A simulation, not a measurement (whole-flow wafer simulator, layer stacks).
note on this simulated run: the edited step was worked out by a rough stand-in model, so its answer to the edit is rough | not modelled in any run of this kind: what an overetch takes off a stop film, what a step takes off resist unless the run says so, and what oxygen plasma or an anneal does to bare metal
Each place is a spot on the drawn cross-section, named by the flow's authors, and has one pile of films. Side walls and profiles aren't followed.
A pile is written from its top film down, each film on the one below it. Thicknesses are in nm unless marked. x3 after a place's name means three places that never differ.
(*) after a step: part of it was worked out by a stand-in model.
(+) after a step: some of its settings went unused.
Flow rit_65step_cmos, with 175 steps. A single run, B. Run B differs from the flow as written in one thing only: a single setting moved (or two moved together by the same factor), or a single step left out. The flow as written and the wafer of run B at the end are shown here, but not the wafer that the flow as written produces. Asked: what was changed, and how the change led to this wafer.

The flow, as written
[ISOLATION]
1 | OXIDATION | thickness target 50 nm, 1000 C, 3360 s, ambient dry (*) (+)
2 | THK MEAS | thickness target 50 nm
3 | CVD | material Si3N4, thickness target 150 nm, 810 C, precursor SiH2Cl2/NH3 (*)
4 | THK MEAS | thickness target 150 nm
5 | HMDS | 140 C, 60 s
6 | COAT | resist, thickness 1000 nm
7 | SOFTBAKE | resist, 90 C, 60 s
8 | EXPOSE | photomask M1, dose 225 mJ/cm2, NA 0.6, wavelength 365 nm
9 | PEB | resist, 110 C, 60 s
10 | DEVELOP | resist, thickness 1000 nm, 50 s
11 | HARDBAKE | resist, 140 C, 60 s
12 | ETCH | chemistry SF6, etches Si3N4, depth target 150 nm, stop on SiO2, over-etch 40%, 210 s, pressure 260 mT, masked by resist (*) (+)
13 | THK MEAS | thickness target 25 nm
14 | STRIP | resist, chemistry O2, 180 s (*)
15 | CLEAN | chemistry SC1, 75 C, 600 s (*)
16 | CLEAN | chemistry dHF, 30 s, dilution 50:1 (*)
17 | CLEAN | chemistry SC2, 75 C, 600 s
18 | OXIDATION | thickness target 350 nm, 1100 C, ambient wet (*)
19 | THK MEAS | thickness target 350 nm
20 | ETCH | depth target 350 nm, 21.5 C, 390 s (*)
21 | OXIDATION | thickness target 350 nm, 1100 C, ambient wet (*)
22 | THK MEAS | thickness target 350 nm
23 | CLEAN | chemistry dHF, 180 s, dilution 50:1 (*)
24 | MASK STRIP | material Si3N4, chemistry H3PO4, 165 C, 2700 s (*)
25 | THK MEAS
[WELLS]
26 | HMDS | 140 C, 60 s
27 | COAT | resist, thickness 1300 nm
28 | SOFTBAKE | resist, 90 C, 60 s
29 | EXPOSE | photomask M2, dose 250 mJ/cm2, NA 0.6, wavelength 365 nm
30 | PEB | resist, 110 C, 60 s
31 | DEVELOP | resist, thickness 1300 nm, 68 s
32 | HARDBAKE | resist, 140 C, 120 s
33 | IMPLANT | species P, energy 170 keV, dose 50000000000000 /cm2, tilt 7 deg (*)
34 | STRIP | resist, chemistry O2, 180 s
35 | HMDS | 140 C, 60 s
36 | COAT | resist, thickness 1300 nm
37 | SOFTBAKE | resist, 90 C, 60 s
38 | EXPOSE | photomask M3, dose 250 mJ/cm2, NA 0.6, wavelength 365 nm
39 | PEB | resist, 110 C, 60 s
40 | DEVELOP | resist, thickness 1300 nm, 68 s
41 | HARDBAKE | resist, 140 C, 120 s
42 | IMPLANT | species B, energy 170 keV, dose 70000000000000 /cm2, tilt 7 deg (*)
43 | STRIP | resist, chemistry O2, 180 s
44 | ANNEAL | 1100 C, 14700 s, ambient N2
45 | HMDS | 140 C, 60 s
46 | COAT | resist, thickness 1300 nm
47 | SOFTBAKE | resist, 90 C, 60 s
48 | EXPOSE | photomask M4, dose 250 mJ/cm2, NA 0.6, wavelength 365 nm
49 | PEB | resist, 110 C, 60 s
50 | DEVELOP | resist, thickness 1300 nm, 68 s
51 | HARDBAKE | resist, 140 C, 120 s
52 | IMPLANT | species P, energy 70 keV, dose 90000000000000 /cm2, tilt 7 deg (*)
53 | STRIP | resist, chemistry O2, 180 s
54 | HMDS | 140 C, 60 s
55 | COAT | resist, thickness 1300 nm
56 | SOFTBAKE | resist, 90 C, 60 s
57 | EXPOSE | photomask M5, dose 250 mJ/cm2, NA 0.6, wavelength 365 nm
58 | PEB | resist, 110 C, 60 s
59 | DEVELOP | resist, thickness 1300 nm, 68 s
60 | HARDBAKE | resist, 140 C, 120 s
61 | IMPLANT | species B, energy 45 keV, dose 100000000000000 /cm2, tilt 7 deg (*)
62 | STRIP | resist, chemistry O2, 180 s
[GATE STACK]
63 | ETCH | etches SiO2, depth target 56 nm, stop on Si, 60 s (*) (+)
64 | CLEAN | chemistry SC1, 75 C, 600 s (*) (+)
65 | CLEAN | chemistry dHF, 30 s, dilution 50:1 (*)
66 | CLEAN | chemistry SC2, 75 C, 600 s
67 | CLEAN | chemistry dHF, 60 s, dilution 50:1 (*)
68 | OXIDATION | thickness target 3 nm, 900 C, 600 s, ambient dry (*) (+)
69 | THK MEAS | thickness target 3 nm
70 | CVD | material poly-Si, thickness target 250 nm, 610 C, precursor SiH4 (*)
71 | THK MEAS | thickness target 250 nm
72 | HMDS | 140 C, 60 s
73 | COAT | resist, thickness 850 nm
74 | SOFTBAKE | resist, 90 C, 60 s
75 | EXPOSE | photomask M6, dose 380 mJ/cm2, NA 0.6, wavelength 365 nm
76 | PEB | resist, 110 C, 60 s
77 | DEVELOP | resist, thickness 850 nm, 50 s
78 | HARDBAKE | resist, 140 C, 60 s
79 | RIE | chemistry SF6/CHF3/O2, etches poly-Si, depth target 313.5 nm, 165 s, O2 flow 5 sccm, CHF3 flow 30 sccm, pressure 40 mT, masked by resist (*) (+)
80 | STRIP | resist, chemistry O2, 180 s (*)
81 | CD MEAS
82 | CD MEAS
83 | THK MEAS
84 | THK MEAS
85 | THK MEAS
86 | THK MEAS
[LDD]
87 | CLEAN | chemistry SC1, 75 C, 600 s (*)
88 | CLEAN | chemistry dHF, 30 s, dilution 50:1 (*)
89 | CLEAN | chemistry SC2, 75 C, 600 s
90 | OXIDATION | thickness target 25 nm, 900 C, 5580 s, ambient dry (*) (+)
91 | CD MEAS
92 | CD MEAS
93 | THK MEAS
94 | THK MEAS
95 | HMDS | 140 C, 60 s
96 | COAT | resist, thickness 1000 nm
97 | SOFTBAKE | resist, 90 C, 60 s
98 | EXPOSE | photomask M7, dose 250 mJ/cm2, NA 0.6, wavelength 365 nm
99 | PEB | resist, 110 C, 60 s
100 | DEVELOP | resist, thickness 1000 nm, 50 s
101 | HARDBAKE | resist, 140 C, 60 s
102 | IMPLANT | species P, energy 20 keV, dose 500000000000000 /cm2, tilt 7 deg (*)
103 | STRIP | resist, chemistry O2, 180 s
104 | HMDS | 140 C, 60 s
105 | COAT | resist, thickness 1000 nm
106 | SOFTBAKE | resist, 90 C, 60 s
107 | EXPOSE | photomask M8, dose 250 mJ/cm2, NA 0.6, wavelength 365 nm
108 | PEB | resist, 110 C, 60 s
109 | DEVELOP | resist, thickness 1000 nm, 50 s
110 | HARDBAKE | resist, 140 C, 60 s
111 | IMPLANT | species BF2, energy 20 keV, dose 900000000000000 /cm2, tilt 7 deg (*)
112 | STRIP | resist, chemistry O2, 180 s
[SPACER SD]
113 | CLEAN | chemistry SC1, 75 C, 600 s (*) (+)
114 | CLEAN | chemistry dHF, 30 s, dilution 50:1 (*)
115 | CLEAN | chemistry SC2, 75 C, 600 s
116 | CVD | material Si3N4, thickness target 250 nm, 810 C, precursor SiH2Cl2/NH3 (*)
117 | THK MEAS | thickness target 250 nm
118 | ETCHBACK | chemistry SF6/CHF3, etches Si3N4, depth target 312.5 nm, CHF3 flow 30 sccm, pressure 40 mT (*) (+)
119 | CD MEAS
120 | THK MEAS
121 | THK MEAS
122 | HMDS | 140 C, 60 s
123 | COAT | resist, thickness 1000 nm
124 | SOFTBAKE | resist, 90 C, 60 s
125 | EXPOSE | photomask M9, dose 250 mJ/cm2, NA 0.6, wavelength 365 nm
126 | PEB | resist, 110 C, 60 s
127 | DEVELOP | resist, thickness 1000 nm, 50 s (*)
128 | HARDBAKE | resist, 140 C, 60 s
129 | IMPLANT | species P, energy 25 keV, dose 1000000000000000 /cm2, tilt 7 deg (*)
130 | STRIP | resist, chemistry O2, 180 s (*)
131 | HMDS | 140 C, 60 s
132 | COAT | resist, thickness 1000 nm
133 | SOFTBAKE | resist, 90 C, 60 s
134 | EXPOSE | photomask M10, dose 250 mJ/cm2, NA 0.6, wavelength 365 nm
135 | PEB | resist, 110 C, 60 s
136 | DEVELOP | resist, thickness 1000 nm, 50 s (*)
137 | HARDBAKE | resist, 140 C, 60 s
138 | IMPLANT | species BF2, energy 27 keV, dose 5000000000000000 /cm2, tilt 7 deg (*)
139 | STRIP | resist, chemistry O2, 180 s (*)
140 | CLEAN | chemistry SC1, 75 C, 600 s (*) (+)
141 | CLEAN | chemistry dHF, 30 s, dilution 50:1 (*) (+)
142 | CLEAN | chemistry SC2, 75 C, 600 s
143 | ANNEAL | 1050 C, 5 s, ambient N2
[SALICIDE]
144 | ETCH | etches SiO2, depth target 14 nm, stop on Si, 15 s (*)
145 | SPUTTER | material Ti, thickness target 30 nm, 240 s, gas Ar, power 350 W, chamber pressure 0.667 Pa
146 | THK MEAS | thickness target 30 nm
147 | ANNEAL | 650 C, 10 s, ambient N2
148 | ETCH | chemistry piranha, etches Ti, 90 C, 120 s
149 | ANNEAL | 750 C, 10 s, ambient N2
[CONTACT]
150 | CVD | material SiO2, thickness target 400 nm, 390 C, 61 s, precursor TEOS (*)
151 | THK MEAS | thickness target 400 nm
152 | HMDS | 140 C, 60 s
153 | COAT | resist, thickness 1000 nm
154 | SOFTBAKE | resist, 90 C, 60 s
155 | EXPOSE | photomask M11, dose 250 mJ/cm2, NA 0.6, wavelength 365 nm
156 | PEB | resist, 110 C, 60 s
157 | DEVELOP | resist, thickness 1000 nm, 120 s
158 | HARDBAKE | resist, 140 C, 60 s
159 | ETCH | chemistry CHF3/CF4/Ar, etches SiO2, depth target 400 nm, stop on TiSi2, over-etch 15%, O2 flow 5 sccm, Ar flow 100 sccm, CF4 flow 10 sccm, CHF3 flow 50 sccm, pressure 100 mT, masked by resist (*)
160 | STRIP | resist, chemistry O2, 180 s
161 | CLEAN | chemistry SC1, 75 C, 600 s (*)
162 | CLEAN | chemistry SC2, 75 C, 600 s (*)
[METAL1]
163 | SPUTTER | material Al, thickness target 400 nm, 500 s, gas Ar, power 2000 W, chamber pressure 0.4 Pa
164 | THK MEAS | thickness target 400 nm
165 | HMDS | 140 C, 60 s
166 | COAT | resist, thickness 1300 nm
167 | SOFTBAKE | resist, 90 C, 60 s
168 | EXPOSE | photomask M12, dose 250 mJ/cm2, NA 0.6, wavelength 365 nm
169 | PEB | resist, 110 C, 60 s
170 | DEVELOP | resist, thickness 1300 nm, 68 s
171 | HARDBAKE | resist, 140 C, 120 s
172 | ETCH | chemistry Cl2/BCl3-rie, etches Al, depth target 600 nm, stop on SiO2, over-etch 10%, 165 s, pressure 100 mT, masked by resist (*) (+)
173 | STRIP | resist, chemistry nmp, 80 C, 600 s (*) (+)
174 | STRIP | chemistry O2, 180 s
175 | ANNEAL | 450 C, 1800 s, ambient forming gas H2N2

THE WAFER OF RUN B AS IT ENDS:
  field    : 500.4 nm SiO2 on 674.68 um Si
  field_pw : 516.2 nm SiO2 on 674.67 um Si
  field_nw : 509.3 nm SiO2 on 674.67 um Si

Cause: step 116, CVD: thickness target 225 nm was run, while the flow as written has thickness target 250 nm.

How this came from the change, step by step:
  116 | CVD | material Si3N4, thickness target 250 nm, 810 C, precursor SiH2Cl2/NH3 (*)
      field, field_pw, field_nw and 11 more: Si3N4 gains 225 (new film) (in the flow as written it would be: Si3N4 gains 250 (new film))
  118 | ETCHBACK | chemistry SF6/CHF3, etches Si3N4, depth target 312.5 nm, CHF3 flow 30 sccm, pressure 40 mT (*) (+)
      field, field_pw, field_nw, field_p: Si3N4 loses 225 (all of it), SiO2 loses 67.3 (in the flow as written it would be: Si3N4 loses 250 (all of it), SiO2 loses 48.1)
      gate_n: Si3N4 loses 225 (all of it), SiO2 loses 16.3 (all of it), poly-Si loses 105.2 (in the flow as written it would be: Si3N4 loses 250 (all of it), SiO2 loses 16.3 (all of it), poly-Si loses 65.5)
      (and at 1 other place as well)
  123 | COAT | resist, thickness 1000 nm
      gate_n: resist gains 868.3 (new film) (in the flow as written it would be: resist gains 835 (new film))
      gate_p: resist gains 869.4 (new film) (in the flow as written it would be: resist gains 836.1 (new film))
      (and at 2 other places as well)
  126 | PEB | resist, 110 C, 60 s
      gate_n: resist loses 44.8 (in the flow as written it would be: resist loses 43.1)
      gate_p: resist loses 44.9 (in the flow as written it would be: resist loses 43.1)
      (and at 2 other places as well)
  127 | DEVELOP | resist, thickness 1000 nm, 50 s (*)
      gate_n: resist loses 823.4 (all of it) (in the flow as written it would be: resist loses 791.9 (all of it))
      spacer: resist loses 790.1 (all of it) (in the flow as written it would be: resist loses 772.3 (all of it))
  128 | HARDBAKE | resist, 140 C, 60 s
      gate_p: resist loses 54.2 (in the flow as written it would be: resist loses 51.9)
      spacer_p: resist loses 51.7 (in the flow as written it would be: resist loses 50.4)
  130 | STRIP | resist, chemistry O2, 180 s (*)
      gate_p: chemical SiO2 gains 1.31 (new film), resist loses 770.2 (all of it), poly-Si loses 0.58 (in the flow as written it would be: chemical SiO2 gains 1.31 (new film), resist loses 741.1 (all of it), poly-Si loses 0.58)
      spacer_p: resist loses 738.8 (all of it) (in the flow as written it would be: resist loses 722.3 (all of it))
  132 | COAT | resist, thickness 1000 nm
      gate_n: resist gains 868.1 (new film) (in the flow as written it would be: resist gains 834.8 (new film))
      gate_p: resist gains 869.2 (new film) (in the flow as written it would be: resist gains 835.9 (new film))
      (and at 2 other places as well)
  135 | PEB | resist, 110 C, 60 s
      spacer, spacer_p: resist loses 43 (in the flow as written it would be: resist loses 42)
      gate_n: resist loses 44.8 (in the flow as written it would be: resist loses 43.1)
      (and at 1 other place as well)
  136 | DEVELOP | resist, thickness 1000 nm, 50 s (*)
      gate_p: resist loses 824.3 (all of it) (in the flow as written it would be: resist loses 792.8 (all of it))
      spacer_p: resist loses 791.1 (all of it) (in the flow as written it would be: resist loses 773.3 (all of it))
  137 | HARDBAKE | resist, 140 C, 60 s
      gate_n: resist loses 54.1 (in the flow as written it would be: resist loses 51.8)
      spacer: resist loses 51.7 (in the flow as written it would be: resist loses 50.4)
  139 | STRIP | resist, chemistry O2, 180 s (*)
      gate_n: resist loses 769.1 (all of it), chemical SiO2 gains 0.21, poly-Si loses 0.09 (in the flow as written it would be: resist loses 740 (all of it), chemical SiO2 gains 0.21, poly-Si loses 0.09)
      spacer: resist loses 738.9 (all of it) (in the flow as written it would be: resist loses 722.5 (all of it))
  145 | SPUTTER | material Ti, thickness target 30 nm, 240 s, gas Ar, power 350 W, chamber pressure 0.667 Pa
      gate_n: Ti gains 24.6 (new film) (in the flow as written it would be: Ti gains 27.3 (new film))
      gate_p: Ti gains 24.5 (new film) (in the flow as written it would be: Ti gains 27.2 (new film))
  147 | ANNEAL | 650 C, 10 s, ambient N2
      gate_n: Ti loses 19.2, TiSi first gains 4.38 (new film), TiSi2 C49 gains 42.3 (new film), poly-Si loses 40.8 (in the flow as written it would be: Ti loses 21.3, TiSi first gains 9.82 (new film), TiSi2 C49 gains 39.5 (new film), poly-Si loses 41.9)
      gate_p: Ti loses 19.1, TiSi first gains 4.17 (new film), TiSi2 C49 gains 42.4 (new film), poly-Si loses 40.7 (in the flow as written it would be: Ti loses 21.2, TiSi first gains 9.56 (new film), TiSi2 C49 gains 39.6 (new film), poly-Si loses 41.9)
  148 | ETCH | chemistry piranha, etches Ti, 90 C, 120 s
      gate_n: Ti loses 5.41 (all of it), TiSi first loses 0.1 (in the flow as written it would be: Ti loses 6 (all of it), TiSi first loses 0.1)
      gate_p: Ti loses 5.39 (all of it), TiSi first loses 0.1 (in the flow as written it would be: Ti loses 5.97 (all of it), TiSi first loses 0.1)
  149 | ANNEAL | 750 C, 10 s, ambient N2
      gate_n: TiSi2 gains 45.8 (new film), TiSi first loses 4.28 (all of it), TiSi2 C49 loses 42.3 (all of it), poly-Si loses 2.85 (in the flow as written it would be: TiSi2 gains 50.8 (new film), TiSi first loses 9.72 (all of it), TiSi2 C49 loses 39.5 (all of it), poly-Si loses 6.48)
      gate_p: TiSi2 gains 45.7 (new film), TiSi first loses 4.07 (all of it), TiSi2 C49 loses 42.4 (all of it), poly-Si loses 2.71 (in the flow as written it would be: TiSi2 gains 50.6 (new film), TiSi first loses 9.46 (all of it), TiSi2 C49 loses 39.6 (all of it), poly-Si loses 6.31)
  ... another 3 steps ...
  160 | STRIP | resist, chemistry O2, 180 s
      gate_n: resist loses 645 (all of it) (in the flow as written it would be: resist loses 631 (all of it))
      gate_p: resist loses 645.4 (all of it) (in the flow as written it would be: resist loses 631.4 (all of it))
      (and at 2 other places as well)
